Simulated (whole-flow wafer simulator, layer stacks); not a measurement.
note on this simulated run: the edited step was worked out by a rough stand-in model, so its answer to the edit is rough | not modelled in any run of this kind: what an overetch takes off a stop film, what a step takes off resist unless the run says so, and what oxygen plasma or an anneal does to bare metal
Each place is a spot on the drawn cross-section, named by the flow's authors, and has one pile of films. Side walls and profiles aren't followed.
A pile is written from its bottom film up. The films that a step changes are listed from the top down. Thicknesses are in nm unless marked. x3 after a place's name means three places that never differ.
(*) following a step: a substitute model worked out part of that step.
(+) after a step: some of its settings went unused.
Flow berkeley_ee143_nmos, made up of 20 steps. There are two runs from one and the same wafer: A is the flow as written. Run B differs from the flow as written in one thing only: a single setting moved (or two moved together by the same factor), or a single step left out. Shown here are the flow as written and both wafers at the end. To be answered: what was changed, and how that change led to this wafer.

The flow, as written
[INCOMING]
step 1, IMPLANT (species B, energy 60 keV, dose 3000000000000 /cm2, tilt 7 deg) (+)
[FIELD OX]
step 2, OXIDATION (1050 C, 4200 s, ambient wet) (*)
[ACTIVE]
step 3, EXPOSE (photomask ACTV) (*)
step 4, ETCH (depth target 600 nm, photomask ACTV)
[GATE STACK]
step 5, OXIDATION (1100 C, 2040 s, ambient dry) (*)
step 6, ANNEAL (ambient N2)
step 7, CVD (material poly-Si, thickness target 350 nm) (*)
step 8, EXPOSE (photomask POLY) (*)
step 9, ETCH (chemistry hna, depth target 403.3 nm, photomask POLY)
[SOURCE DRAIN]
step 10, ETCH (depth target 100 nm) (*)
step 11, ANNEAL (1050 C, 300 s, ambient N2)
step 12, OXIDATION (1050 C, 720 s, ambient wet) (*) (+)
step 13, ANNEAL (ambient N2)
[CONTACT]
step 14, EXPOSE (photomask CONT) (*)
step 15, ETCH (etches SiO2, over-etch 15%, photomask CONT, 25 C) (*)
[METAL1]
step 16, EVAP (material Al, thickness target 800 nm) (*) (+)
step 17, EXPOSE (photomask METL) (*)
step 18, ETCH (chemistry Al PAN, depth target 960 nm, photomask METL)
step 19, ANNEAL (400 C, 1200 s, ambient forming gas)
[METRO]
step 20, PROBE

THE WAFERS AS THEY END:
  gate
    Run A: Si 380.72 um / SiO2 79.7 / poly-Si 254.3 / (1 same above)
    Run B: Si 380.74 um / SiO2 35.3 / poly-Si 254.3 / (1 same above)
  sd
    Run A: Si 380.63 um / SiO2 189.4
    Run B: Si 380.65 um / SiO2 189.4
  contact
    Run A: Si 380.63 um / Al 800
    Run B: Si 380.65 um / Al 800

What caused this: step 5, OXIDATION: 1002 C was run, while the flow as written has 1100 C.

The path from the change to this, step by step:
  step 5, OXIDATION (1100 C, 2040 s, ambient dry) (*)
      gate, sd, contact: A +79.7 SiO2 (new film), -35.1 Si | B +35.3 SiO2 (new film), -15.5 Si
      field: A +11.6 SiO2, -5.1 Si | B +4.36 SiO2, -1.92 Si
  step 10, ETCH (depth target 100 nm) (*)
      sd, contact: A -79.7 SiO2 (all of it) | B -35.3 SiO2 (all of it)
